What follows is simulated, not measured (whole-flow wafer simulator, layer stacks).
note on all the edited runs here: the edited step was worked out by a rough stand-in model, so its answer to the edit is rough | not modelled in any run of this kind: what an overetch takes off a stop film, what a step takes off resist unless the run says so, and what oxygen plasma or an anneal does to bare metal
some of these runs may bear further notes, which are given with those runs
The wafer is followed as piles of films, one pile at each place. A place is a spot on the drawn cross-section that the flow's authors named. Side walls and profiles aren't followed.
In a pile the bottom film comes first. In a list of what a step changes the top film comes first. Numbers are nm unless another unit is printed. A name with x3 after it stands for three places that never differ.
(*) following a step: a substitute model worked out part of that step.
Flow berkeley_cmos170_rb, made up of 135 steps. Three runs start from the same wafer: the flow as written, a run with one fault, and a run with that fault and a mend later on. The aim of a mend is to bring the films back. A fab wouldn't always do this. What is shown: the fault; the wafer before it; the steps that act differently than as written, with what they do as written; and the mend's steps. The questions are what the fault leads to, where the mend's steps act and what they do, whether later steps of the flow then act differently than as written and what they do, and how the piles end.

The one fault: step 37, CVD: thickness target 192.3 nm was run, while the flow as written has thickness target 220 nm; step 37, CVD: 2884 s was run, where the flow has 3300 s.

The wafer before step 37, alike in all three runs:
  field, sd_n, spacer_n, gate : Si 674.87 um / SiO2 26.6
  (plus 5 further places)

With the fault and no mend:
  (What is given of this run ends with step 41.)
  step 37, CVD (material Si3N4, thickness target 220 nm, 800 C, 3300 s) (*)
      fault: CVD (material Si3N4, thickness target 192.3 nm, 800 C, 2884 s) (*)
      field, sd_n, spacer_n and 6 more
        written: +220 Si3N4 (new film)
        fault: +192.3 Si3N4 (new film)
  Later steps of the flow up to step 41 that are run all act as written at every place that is followed.
  Once step 41 is done, the piles at field, sd_n, spacer_n and 6 more depart from the flow's by more than 2% or 0.5 nm, whichever is larger.
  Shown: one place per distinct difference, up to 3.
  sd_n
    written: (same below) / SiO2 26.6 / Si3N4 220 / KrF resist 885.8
    fault: (same below) / SiO2 26.6 / Si3N4 192.3 / KrF resist 885.8
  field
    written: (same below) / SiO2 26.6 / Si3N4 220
    fault: (same below) / SiO2 26.6 / Si3N4 192.3

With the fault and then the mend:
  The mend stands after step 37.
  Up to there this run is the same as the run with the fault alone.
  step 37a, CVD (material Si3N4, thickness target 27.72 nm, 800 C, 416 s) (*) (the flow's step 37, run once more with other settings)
      field, sd_n, spacer_n and 6 more
        +27.7 Si3N4
  Later steps of the flow that are run all act as written at every place that is followed, up to a difference of at most 2% or 0.5 nm, whichever is larger.
  At every place that both follow, the piles at the end match the flow's.
